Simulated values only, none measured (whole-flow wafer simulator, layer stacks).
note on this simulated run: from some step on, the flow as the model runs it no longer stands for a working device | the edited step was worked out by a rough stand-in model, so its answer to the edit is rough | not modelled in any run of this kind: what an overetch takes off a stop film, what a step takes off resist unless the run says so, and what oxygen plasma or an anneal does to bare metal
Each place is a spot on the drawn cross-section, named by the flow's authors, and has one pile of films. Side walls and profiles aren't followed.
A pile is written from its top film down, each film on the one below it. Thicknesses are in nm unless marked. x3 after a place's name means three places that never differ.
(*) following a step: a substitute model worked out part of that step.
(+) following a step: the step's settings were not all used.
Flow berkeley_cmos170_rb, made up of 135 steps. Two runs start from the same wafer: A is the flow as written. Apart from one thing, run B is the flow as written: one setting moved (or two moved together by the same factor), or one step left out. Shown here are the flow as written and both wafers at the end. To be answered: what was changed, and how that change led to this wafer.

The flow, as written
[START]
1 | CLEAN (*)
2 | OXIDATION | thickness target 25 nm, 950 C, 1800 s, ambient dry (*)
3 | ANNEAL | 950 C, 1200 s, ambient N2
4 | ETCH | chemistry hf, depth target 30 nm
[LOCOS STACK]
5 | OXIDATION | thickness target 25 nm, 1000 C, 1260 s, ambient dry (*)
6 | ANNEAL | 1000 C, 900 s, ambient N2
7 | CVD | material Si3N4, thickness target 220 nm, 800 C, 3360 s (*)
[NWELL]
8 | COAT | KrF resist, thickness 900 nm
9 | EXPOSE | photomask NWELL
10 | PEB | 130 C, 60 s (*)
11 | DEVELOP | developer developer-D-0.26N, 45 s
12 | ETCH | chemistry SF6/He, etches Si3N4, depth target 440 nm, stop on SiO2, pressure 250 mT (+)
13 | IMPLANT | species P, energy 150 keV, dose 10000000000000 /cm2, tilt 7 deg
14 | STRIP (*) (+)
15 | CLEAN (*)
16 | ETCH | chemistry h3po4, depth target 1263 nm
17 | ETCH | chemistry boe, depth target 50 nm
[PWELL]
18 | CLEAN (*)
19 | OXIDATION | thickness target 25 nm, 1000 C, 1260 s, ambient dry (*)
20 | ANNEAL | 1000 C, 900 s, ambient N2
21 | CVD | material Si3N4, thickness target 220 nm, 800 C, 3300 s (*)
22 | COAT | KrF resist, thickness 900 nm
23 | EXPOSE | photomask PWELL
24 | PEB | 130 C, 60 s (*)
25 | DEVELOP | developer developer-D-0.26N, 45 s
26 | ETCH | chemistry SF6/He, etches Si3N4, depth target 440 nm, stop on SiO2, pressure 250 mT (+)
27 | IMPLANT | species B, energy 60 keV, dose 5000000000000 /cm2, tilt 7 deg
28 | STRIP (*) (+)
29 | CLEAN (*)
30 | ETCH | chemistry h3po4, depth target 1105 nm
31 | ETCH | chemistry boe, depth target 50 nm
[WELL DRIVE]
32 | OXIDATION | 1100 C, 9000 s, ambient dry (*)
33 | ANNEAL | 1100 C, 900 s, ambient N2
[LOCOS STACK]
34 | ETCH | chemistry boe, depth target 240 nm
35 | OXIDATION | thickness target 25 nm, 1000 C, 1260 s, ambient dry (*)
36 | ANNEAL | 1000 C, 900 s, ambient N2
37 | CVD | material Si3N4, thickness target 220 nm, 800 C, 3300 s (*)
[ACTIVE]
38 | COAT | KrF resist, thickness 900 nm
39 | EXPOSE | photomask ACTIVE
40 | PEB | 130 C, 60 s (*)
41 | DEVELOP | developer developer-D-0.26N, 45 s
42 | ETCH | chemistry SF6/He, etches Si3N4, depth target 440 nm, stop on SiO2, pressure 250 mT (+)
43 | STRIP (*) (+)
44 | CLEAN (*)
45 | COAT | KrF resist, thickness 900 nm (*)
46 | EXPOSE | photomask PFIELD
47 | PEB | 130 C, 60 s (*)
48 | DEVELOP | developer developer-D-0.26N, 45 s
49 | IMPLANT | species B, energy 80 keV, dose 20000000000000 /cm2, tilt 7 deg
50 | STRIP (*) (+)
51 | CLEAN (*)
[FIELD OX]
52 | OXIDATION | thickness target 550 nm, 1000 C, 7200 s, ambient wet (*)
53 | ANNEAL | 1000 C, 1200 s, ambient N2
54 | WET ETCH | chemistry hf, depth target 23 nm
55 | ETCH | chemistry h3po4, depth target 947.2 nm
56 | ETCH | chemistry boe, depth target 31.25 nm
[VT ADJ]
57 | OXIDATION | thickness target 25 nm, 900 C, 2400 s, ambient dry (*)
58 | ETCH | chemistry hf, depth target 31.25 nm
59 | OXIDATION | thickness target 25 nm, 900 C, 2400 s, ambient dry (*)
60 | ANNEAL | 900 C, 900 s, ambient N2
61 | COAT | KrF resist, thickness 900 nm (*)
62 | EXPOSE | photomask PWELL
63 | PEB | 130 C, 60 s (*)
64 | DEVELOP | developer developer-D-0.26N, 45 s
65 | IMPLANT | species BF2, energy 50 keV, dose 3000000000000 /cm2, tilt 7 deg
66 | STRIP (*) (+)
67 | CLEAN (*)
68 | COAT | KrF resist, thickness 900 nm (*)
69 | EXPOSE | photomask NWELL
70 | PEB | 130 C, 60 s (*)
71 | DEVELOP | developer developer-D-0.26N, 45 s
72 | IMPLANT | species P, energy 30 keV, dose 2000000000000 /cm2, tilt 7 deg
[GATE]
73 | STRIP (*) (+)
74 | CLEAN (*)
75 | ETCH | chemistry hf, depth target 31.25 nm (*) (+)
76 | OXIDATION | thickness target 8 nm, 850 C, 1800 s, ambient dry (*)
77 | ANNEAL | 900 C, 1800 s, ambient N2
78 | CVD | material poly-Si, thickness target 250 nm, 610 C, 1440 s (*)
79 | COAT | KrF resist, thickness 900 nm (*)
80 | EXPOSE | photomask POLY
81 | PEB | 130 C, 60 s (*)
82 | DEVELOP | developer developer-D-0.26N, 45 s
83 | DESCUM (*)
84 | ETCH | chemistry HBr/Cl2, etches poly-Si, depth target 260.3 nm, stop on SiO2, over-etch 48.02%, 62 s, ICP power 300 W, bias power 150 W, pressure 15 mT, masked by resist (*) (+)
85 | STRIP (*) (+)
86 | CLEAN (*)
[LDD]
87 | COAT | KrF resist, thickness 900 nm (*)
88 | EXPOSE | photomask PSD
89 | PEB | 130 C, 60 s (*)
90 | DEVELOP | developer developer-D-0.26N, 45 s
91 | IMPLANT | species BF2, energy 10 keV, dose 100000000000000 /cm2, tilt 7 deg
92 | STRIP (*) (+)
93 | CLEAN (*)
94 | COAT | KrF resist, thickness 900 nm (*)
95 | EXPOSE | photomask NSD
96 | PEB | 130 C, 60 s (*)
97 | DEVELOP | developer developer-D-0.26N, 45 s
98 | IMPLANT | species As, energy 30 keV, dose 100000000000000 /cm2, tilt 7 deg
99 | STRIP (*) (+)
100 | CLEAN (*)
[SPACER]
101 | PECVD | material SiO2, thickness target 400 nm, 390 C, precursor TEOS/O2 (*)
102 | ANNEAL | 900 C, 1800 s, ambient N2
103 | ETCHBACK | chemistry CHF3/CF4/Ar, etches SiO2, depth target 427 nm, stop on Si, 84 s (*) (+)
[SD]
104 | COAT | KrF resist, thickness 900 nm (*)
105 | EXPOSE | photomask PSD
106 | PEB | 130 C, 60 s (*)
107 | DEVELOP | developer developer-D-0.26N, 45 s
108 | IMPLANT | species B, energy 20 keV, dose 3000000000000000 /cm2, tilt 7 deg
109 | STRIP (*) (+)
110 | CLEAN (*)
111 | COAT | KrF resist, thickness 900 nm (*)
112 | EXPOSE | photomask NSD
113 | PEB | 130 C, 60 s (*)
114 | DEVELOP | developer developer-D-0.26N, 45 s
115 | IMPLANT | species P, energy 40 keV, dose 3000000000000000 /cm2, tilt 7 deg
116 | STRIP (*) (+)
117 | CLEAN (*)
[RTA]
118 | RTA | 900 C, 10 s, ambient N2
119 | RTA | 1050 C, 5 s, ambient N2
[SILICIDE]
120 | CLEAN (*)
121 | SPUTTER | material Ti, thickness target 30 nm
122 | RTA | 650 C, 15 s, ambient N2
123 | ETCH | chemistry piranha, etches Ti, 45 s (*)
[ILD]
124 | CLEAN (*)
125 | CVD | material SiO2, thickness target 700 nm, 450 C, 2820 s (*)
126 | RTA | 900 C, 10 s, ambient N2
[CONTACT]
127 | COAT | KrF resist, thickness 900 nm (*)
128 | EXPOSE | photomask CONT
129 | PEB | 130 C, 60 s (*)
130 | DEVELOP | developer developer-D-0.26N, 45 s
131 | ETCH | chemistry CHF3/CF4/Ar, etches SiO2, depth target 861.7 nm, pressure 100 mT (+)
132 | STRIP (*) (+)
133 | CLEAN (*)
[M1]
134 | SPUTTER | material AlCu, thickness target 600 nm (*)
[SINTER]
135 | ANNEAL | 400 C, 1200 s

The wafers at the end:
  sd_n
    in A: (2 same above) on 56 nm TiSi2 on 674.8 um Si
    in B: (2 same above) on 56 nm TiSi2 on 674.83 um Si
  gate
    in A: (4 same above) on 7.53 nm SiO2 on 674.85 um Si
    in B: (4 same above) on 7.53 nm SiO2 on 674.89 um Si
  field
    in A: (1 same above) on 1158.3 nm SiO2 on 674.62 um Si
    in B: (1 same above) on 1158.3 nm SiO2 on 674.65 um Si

What caused this: step 32, OXIDATION: 4050 s was run, though the flow has 9000 s.

How this came from the change, step by step:
  32 | OXIDATION | 1100 C, 9000 s, ambient dry (*)
      field, sd_n, spacer_n and 6 more: A SiO2 gains 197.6 (new film), Si loses 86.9 | B SiO2 gains 120.9 (new film), Si loses 53.2
  34 | ETCH | chemistry boe, depth target 240 nm
      field, sd_n, spacer_n and 6 more: A SiO2 loses 197.6 (all of it) | B SiO2 loses 120.9 (all of it)
